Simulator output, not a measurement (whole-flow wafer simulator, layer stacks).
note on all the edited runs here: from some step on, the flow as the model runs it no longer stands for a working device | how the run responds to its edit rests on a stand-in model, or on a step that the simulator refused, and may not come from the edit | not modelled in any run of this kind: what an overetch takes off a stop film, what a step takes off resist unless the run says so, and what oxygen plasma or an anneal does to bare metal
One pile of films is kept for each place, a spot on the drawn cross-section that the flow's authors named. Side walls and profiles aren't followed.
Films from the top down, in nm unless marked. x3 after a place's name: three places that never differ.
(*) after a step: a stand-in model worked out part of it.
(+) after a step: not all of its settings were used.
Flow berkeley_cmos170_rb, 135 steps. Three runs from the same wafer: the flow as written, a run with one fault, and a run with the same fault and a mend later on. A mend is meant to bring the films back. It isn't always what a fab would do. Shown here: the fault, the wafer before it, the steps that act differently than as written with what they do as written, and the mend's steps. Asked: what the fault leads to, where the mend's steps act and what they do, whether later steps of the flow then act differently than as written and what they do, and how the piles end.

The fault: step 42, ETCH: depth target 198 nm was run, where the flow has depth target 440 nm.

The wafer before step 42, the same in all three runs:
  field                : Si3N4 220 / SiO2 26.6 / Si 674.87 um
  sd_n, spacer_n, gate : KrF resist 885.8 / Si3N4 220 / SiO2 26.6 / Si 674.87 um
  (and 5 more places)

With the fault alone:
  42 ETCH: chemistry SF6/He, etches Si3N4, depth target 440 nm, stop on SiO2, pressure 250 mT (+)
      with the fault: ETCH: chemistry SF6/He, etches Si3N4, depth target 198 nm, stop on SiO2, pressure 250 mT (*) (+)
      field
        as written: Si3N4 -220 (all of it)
        with the fault: Si3N4 -198
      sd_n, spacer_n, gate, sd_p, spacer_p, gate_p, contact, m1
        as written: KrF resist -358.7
        with the fault: KrF resist -215.2
  Later steps of the flow that act differently than as written (3 more steps differ only slightly, by at most 2% or 0.5 nm, whichever is larger, and aren't shown):
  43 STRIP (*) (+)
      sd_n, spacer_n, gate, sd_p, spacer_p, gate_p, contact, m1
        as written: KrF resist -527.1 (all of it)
        with the fault: KrF resist -670.6 (all of it)
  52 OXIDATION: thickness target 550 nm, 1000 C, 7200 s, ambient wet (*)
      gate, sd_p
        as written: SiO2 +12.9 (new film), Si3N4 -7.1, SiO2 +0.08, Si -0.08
        with the fault: SiO2 +12.9 (new film), Si3N4 -7.1
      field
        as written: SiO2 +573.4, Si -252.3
        with the fault: SiO2 +12.9 (new film), Si3N4 -7.1
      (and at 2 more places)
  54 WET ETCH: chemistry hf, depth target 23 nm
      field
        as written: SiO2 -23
        with the fault: SiO2 -12.9 (all of it)
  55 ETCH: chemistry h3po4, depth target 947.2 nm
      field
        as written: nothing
        with the fault: Si3N4 -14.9 (all of it)
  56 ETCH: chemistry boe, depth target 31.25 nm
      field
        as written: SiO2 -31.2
        with the fault: SiO2 -26.6 (all of it)
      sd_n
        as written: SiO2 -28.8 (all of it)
        with the fault: SiO2 -26.6 (all of it)
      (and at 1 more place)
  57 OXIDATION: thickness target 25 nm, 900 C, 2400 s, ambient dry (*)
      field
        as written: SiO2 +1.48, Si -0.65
        with the fault: SiO2 +15 (new film), Si -6.62
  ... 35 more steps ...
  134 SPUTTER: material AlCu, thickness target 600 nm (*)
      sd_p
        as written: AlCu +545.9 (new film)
        with the fault: AlCu +600 (new film)
  At the end the piles differ from the flow's by more than 2% or 0.5 nm, whichever is larger, at field, sd_p.
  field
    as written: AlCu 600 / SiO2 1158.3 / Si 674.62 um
    with the fault: AlCu 600 / SiO2 700 / TiSi2 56 / Si 674.8 um
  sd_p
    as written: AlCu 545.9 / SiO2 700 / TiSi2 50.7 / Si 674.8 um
    with the fault: AlCu 600 / SiO2 700 / TiSi2 56 / Si 674.8 um

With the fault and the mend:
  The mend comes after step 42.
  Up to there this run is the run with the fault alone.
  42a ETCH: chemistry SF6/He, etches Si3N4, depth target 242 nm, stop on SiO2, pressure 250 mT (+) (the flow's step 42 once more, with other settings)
      sd_n, spacer_n, gate, sd_p, spacer_p, gate_p, contact, m1
        KrF resist -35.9
      field
        Si3N4 -22 (all of it)
  Later steps of the flow that act differently than as written:
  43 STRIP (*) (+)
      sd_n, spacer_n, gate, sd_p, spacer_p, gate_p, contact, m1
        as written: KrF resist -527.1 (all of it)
        with the mend: KrF resist -634.7 (all of it)
  At the end the piles are the same as the flow's at every place that both follow.
